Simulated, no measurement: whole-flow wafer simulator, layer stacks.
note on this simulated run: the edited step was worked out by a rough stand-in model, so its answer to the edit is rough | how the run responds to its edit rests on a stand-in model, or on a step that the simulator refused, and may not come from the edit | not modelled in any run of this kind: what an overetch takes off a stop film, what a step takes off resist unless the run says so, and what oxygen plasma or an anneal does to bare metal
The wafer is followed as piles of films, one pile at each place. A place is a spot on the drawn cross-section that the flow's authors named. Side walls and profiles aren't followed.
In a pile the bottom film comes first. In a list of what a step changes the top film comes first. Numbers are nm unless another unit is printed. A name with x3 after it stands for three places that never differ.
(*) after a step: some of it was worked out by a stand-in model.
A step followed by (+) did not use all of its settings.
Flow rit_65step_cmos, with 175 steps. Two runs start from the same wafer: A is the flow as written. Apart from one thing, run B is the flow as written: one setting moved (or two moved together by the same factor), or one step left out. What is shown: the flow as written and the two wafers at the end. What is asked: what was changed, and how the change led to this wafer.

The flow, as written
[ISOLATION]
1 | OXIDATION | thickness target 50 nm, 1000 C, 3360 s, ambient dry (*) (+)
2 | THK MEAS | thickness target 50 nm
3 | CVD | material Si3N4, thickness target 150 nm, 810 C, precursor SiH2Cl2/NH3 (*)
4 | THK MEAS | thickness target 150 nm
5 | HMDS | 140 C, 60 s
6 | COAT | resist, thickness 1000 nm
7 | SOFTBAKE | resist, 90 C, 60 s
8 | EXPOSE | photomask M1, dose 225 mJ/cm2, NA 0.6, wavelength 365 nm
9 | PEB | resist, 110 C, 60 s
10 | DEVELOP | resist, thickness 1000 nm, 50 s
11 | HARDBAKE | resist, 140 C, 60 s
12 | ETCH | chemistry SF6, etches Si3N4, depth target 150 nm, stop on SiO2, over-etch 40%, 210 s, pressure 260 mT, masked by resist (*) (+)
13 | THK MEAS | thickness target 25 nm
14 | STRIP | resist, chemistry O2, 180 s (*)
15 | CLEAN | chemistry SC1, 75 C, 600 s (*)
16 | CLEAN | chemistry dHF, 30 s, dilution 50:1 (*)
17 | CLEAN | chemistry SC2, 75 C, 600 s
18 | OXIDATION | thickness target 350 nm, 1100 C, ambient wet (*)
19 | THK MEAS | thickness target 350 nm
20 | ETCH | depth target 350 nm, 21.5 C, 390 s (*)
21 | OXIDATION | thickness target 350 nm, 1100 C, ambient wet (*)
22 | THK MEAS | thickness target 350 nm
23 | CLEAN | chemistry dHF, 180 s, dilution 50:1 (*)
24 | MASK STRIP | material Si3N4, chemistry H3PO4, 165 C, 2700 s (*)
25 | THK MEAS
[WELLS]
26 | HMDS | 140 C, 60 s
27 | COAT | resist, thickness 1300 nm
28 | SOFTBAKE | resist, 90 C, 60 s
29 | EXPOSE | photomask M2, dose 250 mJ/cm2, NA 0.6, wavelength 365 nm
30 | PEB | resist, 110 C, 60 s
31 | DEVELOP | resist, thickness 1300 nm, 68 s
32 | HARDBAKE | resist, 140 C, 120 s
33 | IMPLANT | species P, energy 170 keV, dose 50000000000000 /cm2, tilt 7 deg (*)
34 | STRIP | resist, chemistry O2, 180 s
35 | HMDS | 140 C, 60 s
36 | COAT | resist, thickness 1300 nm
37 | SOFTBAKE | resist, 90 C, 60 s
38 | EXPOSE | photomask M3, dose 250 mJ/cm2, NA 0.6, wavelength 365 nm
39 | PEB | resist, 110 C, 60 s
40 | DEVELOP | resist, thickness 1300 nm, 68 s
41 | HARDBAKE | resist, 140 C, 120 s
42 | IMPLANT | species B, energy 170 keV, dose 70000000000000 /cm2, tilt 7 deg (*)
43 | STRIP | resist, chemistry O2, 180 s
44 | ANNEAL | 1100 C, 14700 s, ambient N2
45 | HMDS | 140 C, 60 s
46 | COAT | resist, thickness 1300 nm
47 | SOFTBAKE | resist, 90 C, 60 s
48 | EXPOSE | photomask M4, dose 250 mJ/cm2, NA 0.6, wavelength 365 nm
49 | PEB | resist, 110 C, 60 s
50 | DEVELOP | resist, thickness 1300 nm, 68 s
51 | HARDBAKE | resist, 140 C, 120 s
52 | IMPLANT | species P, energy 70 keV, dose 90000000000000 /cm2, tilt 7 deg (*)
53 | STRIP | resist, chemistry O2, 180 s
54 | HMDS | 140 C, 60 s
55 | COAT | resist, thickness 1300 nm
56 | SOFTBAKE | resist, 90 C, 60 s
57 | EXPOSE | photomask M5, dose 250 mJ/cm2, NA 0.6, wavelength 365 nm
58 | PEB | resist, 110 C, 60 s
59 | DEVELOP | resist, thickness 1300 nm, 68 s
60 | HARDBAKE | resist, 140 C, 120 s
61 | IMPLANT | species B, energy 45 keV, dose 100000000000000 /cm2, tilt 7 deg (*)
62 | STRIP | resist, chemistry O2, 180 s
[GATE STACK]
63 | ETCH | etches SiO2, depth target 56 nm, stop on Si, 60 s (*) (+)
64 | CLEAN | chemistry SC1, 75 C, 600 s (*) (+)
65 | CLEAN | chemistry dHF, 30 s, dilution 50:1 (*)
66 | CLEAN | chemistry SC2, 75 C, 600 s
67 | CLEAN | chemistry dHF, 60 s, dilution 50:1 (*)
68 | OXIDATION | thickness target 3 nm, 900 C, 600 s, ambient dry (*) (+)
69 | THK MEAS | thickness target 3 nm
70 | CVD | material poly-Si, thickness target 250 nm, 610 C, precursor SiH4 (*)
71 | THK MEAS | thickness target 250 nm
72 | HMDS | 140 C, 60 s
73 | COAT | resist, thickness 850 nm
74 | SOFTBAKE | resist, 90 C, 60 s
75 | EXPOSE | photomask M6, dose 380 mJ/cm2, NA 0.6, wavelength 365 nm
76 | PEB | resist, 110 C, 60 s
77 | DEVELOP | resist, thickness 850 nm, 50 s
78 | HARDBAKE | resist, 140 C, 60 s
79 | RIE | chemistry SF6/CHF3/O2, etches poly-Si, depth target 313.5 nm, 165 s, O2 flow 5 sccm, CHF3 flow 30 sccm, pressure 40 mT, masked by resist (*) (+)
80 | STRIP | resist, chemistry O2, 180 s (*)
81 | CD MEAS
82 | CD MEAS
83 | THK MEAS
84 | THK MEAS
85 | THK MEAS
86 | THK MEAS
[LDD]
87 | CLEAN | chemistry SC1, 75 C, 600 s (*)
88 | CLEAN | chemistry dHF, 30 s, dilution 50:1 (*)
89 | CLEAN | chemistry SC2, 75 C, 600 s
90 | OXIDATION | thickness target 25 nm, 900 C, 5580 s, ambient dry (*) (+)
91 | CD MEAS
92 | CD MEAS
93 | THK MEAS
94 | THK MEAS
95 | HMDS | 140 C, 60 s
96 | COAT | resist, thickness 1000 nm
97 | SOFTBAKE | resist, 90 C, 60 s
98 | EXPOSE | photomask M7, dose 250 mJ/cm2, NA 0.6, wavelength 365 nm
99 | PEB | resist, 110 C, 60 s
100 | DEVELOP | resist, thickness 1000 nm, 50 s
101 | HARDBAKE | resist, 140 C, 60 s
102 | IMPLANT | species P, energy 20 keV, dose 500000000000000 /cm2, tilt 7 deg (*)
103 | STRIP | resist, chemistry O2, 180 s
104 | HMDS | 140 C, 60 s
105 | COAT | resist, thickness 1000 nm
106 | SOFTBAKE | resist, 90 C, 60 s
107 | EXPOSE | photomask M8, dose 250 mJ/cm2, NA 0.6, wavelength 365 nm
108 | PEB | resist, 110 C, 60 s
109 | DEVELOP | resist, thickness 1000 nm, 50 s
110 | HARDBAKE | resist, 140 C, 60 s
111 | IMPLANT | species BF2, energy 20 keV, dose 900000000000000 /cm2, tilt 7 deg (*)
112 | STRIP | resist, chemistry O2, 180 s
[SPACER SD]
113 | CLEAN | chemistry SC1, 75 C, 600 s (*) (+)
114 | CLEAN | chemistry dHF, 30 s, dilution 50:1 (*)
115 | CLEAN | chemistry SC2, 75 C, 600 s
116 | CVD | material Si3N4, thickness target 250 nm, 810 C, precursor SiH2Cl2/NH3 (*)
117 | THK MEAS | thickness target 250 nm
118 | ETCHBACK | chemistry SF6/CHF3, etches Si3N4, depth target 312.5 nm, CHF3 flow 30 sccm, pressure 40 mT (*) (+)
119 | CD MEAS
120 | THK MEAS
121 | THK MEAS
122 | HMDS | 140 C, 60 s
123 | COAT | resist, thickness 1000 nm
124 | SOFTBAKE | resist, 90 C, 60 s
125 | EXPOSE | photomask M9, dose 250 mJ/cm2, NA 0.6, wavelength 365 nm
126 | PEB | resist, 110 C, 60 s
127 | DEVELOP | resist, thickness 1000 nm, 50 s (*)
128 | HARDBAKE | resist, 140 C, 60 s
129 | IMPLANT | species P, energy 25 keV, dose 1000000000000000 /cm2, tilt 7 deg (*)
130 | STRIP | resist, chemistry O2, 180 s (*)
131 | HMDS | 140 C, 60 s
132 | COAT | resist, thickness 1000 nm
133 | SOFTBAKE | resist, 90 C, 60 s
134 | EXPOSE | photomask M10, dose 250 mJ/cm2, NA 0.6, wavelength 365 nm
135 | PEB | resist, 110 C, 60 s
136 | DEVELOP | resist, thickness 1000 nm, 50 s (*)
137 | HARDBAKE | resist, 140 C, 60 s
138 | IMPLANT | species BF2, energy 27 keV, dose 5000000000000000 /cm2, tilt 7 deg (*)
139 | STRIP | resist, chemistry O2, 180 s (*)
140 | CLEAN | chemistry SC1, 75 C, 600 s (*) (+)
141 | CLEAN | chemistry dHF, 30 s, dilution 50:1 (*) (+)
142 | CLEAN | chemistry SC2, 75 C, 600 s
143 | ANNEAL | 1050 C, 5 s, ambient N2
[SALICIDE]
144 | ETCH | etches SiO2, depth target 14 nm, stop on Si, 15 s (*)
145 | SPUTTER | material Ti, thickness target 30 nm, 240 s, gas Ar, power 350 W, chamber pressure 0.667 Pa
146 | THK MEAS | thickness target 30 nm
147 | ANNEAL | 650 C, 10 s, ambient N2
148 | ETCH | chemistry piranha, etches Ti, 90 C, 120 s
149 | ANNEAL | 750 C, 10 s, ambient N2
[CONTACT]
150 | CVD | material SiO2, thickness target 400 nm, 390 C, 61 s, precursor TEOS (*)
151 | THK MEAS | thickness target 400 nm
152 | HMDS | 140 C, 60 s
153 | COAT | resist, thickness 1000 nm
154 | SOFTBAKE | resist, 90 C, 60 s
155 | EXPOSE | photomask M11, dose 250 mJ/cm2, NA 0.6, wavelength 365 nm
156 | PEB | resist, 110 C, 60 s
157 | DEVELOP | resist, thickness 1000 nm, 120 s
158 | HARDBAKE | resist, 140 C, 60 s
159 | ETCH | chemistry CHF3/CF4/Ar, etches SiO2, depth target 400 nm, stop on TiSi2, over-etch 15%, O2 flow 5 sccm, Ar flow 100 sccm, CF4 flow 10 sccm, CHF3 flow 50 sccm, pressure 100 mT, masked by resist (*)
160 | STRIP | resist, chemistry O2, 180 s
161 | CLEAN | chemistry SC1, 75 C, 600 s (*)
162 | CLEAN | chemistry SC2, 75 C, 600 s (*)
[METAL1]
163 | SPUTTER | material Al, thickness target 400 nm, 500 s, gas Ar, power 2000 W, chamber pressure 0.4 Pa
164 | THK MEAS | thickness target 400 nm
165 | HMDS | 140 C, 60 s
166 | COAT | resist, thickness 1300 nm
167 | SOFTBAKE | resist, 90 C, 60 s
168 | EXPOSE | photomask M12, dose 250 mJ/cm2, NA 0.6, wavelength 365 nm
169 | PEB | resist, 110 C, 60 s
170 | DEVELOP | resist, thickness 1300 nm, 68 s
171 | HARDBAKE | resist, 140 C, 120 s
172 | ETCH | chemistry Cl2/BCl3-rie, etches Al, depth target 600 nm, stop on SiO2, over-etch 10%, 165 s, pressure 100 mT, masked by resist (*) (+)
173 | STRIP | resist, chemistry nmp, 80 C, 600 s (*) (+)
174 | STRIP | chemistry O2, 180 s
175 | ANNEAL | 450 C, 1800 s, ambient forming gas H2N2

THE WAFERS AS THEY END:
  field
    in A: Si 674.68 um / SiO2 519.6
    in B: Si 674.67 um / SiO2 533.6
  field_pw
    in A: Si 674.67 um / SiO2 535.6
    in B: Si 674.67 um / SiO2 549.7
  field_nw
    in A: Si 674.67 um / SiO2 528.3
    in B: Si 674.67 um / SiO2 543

What caused this: step 90, OXIDATION: 990 C was run, while the flow as written has 900 C.

The path from the change to this, step by step:
  90 | OXIDATION | thickness target 25 nm, 900 C, 5580 s, ambient dry (*) (+)
      active_n, active_p, spacer, spacer_p, sd_n, sd_p, contact, m1: A +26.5 SiO2 (new film), -0.4 chemical SiO2 (all of it), -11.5 Si | B +60.6 SiO2 (new film), -0.4 chemical SiO2 (all of it), -26.5 Si
      field, field_pw: A +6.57 SiO2, -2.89 Si | B +20.6 SiO2, -9.06 Si
      (as well as at 4 more places)
  118 | ETCHBACK | chemistry SF6/CHF3, etches Si3N4, depth target 312.5 nm, CHF3 flow 30 sccm, pressure 40 mT (*) (+)
      gate_n: A -250 Si3N4 (all of it), -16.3 SiO2 (all of it), -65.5 poly-Si | B -250 Si3N4 (all of it), -48.1 SiO2
      gate_p: A -250 Si3N4 (all of it), -15.7 SiO2 (all of it), -66.7 poly-Si | B -250 Si3N4 (all of it), -48.1 SiO2
      (as well as at 2 more places)
  123 | COAT | resist, thickness 1000 nm
      gate_n: A +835 resist (new film) | B +773.7 resist (new film)
      gate_p: A +836.1 resist (new film) | B +774.1 resist (new film)
      (as well as at 2 more places)
  126 | PEB | resist, 110 C, 60 s
      gate_n, gate_p: A -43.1 resist | B -39.8 resist
      spacer: A -41.9 resist | B -40.5 resist
      (as well as at 1 more place)
  127 | DEVELOP | resist, thickness 1000 nm, 50 s (*)
      gate_n: A -791.9 resist (all of it) | B -733.9 resist (all of it)
      spacer: A -772.3 resist (all of it) | B -745.8 resist (all of it)
  128 | HARDBAKE | resist, 140 C, 60 s
      gate_p: A -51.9 resist | B -47.5 resist
      spacer_p: A -50.4 resist | B -48.4 resist
  130 | STRIP | resist, chemistry O2, 180 s (*)
      gate_n: A +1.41 chemical SiO2 (new film), -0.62 poly-Si | B nothing
      gate_p: A +1.31 chemical SiO2 (new film), -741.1 resist (all of it), -0.58 poly-Si | B -686.9 resist (all of it)
      (as well as at 1 more place)
  132 | COAT | resist, thickness 1000 nm
      gate_n: A +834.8 resist (new film) | B +774.2 resist (new film)
      gate_p: A +835.9 resist (new film) | B +774.7 resist (new film)
      (as well as at 2 more places)
  135 | PEB | resist, 110 C, 60 s
      gate_n, gate_p: A -43.1 resist | B -39.8 resist
      spacer, spacer_p: A -42 resist | B -40.5 resist
  136 | DEVELOP | resist, thickness 1000 nm, 50 s (*)
      gate_p: A -792.8 resist (all of it) | B -734.9 resist (all of it)
      spacer_p: A -773.3 resist (all of it) | B -746.8 resist (all of it)
  137 | HARDBAKE | resist, 140 C, 60 s
      gate_n: A -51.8 resist | B -47.5 resist
      spacer: A -50.4 resist | B -48.4 resist
  139 | STRIP | resist, chemistry O2, 180 s (*)
      gate_n: A -740 resist (all of it), +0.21 chemical SiO2, -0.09 poly-Si | B -686.9 resist (all of it)
      spacer: A -722.5 resist (all of it) | B -698 resist (all of it)
  140 | CLEAN | chemistry SC1, 75 C, 600 s (*) (+)
      gate_n, gate_p: A -1.02 chemical SiO2, -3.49 poly-Si | B -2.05 SiO2
  141 | CLEAN | chemistry dHF, 30 s, dilution 50:1 (*) (+)
      gate_n: A -0.6 chemical SiO2 (all of it) | B -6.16 SiO2 (all of it)
      gate_p: A -0.6 chemical SiO2 (all of it) | B -5.57 SiO2 (all of it)
  145 | SPUTTER | material Ti, thickness target 30 nm, 240 s, gas Ar, power 350 W, chamber pressure 0.667 Pa
      gate_n: A +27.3 Ti (new film) | B +30 Ti (new film)
      gate_p: A +27.2 Ti (new film) | B +30 Ti (new film)
  147 | ANNEAL | 650 C, 10 s, ambient N2
      gate_n: A -21.3 Ti, +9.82 TiSi first (new film), +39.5 TiSi2 C49 (new film), -41.9 poly-Si | B -23.4 Ti, +15.7 TiSi first (new film), +36.2 TiSi2 C49 (new film), -42.9 poly-Si
      gate_p: A -21.2 Ti, +9.56 TiSi first (new film), +39.6 TiSi2 C49 (new film), -41.9 poly-Si | B -23.4 Ti, +15.7 TiSi first (new film), +36.2 TiSi2 C49 (new film), -42.9 poly-Si
  ... 9 other steps ...
  170 | DEVELOP | resist, thickness 1300 nm, 68 s
      gate_n: A -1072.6 resist (all of it) | B -1029.9 resist (all of it)
      gate_p: A -1076.3 resist (all of it) | B -1033 resist (all of it)
      (as well as at 2 more places)
